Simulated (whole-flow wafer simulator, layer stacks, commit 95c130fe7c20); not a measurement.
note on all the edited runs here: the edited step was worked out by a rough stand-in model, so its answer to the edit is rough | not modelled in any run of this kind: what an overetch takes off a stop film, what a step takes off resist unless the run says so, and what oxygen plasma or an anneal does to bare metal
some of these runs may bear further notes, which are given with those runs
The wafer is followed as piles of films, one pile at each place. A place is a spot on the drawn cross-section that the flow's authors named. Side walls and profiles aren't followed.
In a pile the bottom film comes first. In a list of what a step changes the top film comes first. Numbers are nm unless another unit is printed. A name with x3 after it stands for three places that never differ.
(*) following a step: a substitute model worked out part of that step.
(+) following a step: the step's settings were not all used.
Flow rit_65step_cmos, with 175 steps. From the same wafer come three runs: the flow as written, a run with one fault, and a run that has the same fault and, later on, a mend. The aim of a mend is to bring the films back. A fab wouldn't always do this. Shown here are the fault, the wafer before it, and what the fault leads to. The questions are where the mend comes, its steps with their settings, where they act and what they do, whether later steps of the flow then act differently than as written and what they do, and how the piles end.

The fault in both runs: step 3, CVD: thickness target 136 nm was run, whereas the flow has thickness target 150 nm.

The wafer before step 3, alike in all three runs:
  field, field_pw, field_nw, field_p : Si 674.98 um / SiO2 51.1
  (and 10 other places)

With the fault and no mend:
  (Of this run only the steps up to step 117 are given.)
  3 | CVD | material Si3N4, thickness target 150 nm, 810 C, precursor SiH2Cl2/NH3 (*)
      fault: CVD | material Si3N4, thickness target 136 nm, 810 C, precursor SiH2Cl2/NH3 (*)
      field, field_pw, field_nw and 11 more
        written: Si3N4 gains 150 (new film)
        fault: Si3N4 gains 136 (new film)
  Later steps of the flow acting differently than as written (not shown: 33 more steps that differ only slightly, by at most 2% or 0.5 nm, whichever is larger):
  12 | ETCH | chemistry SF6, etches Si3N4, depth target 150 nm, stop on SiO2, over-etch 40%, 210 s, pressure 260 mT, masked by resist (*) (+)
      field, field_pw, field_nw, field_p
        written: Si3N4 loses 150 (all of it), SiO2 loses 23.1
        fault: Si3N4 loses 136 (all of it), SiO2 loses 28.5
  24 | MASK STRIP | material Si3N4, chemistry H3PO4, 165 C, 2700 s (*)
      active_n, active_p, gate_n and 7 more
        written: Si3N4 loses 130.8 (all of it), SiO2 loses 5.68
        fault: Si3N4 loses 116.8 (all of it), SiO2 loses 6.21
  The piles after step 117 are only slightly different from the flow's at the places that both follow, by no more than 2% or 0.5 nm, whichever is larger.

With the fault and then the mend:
  The mend stands after step 4.
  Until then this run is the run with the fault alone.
  4a | ETCH | chemistry h3po4, depth target 156.4 nm
      field, field_pw, field_nw and 11 more
        Si3N4 loses 136 (all of it)
  4b | CLEAN | chemistry SC2, 75 C, 600 s
      does not change any film at any place that is followed
  4c | CVD | material Si3N4, thickness target 150 nm, 810 C, precursor SiH2Cl2/NH3 (*) (a further turn of the flow's step 3)
      field, field_pw, field_nw and 11 more
        Si3N4 gains 150 (new film)
  None of the later steps of the flow acts differently than as written at any place that is followed.
  The piles end the same as the flow's at every place that both follow.
